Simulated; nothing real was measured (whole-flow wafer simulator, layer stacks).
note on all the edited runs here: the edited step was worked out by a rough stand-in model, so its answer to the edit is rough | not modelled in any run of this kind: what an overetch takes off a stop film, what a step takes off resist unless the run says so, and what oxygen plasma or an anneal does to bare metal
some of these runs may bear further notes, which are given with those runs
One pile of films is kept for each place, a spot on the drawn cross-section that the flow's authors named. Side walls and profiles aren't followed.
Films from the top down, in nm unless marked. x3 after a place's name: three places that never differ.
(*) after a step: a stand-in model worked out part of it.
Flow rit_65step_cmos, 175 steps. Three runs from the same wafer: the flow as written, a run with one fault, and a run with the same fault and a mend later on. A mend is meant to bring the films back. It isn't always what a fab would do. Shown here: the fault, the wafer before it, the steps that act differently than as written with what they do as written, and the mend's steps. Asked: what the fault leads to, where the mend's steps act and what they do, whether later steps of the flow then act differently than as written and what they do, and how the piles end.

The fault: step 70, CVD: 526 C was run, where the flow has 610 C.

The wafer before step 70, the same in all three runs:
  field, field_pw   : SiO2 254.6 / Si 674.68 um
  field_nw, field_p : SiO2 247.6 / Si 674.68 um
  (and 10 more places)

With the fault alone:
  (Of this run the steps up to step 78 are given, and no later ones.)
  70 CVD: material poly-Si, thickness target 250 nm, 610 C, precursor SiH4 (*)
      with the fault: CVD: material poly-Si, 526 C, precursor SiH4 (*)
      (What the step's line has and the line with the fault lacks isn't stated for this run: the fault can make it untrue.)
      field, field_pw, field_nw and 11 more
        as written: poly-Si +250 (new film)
        with the fault: poly-Si +33.5 (new film)
  No later step of the flow up to step 78 acts differently than as written, at any place that is followed, by more than 2% or 0.5 nm, whichever is larger.
  After step 78 the piles differ from the flow's by more than 2% or 0.5 nm, whichever is larger, at field, field_pw, field_nw and 11 more.
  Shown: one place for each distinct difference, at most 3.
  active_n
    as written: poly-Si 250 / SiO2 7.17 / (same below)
    with the fault: poly-Si 33.5 / SiO2 7.17 / (same below)
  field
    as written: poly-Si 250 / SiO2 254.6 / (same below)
    with the fault: poly-Si 33.5 / SiO2 254.6 / (same below)
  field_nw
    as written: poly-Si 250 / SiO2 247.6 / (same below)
    with the fault: poly-Si 33.5 / SiO2 247.6 / (same below)

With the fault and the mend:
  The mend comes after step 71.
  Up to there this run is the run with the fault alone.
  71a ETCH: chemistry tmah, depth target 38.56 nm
      field, field_pw, field_nw and 11 more
        poly-Si -33.5 (all of it)
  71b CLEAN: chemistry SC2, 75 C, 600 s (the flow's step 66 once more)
      changes no film at any place that is followed
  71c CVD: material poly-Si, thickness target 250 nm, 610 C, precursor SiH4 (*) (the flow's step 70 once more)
      field, field_pw, field_nw and 11 more
        poly-Si +250 (new film)
  No later step of the flow acts differently than as written at any place that is followed.
  At the end the piles are the same as the flow's at every place that both follow.
